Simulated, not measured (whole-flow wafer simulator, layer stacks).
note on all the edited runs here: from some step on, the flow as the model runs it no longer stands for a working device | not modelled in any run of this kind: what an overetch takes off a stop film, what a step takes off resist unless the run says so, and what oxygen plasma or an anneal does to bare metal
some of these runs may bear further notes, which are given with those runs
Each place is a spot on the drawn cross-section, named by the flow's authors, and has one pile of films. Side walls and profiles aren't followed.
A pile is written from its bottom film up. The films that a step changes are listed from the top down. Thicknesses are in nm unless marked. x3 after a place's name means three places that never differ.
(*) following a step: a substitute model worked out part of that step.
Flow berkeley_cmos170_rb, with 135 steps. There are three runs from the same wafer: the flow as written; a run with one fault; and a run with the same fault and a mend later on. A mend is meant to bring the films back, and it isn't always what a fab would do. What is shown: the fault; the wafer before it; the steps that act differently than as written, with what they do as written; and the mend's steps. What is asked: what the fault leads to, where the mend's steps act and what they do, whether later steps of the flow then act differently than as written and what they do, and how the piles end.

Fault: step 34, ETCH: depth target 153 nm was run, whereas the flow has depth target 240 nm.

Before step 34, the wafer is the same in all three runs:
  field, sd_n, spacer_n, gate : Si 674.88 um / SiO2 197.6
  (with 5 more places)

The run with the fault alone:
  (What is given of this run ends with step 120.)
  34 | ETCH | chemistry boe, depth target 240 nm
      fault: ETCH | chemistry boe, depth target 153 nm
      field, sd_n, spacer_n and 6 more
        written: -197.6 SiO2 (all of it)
        fault: -153 SiO2
  Steps later in the flow that act otherwise than as written (not shown: 14 more steps that differ only slightly, by at most 2% or 0.5 nm, whichever is larger):
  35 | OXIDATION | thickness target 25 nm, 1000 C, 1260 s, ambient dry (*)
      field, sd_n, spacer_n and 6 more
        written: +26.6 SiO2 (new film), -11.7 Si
        fault: +16.3 SiO2, -7.17 Si
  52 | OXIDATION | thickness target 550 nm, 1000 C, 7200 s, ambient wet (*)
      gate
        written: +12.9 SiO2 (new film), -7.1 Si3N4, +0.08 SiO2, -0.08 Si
        fault: +12.9 SiO2 (new film), -7.1 Si3N4
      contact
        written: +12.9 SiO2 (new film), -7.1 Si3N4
        fault: +12.9 SiO2 (new film), -7.1 Si3N4, +0.09 SiO2, -0.09 Si
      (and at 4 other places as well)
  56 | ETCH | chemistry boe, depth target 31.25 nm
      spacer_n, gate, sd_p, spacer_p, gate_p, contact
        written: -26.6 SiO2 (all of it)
        fault: -31.2 SiO2
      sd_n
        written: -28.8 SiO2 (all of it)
        fault: -31.3 SiO2
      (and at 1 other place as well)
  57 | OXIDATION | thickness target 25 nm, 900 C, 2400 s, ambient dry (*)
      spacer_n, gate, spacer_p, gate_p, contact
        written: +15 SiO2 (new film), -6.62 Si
        fault: +9.52 SiO2, -4.19 Si
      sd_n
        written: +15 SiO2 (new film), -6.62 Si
        fault: +8.08 SiO2, -3.55 Si
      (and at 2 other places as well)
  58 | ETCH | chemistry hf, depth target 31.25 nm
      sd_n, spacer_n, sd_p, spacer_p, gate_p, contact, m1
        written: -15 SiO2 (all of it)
        fault: -31.2 SiO2
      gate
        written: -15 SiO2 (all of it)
        fault: -31.3 SiO2
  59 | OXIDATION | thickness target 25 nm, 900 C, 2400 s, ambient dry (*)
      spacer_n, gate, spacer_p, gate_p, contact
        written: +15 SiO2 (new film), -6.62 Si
        fault: +10.3 SiO2, -4.53 Si
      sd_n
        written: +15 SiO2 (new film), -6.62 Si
        fault: +8.03 SiO2, -3.53 Si
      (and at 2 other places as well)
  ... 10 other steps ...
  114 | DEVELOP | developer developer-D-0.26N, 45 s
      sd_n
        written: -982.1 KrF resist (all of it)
        fault: -1002.8 KrF resist (all of it)
  Once step 120 is done, the piles at field depart from the flow's by more than 2% or 0.5 nm, whichever is larger.
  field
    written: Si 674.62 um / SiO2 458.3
    fault: Si 674.63 um / SiO2 469.6

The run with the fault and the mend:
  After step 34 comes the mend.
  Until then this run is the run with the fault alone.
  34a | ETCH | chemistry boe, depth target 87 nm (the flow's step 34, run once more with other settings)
      field, sd_n, spacer_n and 6 more
        -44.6 SiO2 (all of it)
  None of the later steps of the flow acts differently than as written at any place that is followed.
  At every place that both follow, the piles at the end match the flow's.
